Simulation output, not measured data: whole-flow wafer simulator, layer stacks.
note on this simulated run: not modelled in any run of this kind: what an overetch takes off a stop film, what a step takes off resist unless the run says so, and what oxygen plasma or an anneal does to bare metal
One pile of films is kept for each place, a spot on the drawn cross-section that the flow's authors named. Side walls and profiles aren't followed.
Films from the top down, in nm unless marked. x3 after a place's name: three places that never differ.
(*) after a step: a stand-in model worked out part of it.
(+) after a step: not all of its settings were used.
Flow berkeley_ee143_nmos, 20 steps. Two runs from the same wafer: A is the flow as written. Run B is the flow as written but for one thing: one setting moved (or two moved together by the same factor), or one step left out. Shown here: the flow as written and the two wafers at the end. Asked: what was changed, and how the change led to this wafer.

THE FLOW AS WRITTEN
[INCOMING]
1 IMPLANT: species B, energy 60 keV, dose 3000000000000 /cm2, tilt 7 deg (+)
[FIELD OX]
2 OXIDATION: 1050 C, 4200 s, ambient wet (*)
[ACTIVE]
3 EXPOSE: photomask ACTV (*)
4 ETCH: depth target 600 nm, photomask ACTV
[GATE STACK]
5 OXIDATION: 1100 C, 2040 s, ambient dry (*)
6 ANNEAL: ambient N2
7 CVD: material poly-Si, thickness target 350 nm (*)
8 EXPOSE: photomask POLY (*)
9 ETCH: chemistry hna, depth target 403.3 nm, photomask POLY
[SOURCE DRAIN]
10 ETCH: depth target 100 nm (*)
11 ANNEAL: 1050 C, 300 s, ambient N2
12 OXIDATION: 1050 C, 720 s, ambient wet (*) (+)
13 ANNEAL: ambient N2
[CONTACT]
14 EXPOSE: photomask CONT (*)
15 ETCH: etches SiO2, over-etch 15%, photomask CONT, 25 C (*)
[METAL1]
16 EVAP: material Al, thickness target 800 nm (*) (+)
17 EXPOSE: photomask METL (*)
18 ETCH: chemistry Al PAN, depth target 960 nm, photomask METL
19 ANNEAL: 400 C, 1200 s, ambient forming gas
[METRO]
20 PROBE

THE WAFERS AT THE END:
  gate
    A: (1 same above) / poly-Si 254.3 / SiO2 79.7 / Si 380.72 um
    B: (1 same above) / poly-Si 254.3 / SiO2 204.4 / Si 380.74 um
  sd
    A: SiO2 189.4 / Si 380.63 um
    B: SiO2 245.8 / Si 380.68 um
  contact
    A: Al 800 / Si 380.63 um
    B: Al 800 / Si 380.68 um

The cause: step 4, ETCH: depth target 390 nm was run, where the flow has depth target 600 nm.

How the change led to this, step by step:
  4 ETCH: depth target 600 nm, photomask ACTV
      gate, sd, contact: A SiO2 -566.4 (all of it) | B SiO2 -390
  5 OXIDATION: 1100 C, 2040 s, ambient dry (*)
      gate, sd, contact: A SiO2 +79.7 (new film), Si -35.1 | B SiO2 +28, Si -12.3
  10 ETCH: depth target 100 nm (*)
      sd, contact: A SiO2 -79.7 (all of it) | B SiO2 -100
  12 OXIDATION: 1050 C, 720 s, ambient wet (*) (+)
      sd, contact: A SiO2 +189.4 (new film), Si -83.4 | B SiO2 +141.4, Si -62.2
  15 ETCH: etches SiO2, over-etch 15%, photomask CONT, 25 C (*)
      contact: A SiO2 -189.4 (all of it) | B SiO2 -245.8 (all of it)
